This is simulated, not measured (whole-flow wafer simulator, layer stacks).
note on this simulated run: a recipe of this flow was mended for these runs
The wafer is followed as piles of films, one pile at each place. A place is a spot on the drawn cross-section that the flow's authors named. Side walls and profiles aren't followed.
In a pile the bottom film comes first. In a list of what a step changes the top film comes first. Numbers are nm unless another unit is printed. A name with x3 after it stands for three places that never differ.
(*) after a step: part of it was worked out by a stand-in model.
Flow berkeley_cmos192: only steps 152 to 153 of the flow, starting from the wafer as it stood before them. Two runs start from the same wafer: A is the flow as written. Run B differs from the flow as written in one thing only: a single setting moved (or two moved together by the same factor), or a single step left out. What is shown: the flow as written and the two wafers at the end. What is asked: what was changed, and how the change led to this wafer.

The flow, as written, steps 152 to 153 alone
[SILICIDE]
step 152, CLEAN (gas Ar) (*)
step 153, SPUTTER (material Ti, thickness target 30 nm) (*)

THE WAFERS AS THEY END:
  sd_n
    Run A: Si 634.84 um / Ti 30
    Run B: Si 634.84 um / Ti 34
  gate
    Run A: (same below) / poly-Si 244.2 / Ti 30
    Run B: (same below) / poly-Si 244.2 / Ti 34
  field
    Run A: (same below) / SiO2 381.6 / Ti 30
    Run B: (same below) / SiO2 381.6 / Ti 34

What caused this: step 153, SPUTTER: thickness target 34 nm was run, while the flow as written has thickness target 30 nm.
The wafer itself shows it: sd_n has Ti 34, and step 153 as written asks for 30 nm.

The path from the change to this, step by step:
  step 153, SPUTTER (material Ti, thickness target 30 nm) (*)
      field, sd_n, spacer_n, gate, spacer_p, gate_p, contact x2: A Ti gains 30 (new film) | B Ti gains 34 (new film)
      sd_p: A Ti gains 28.2 (new film) | B Ti gains 32 (new film)
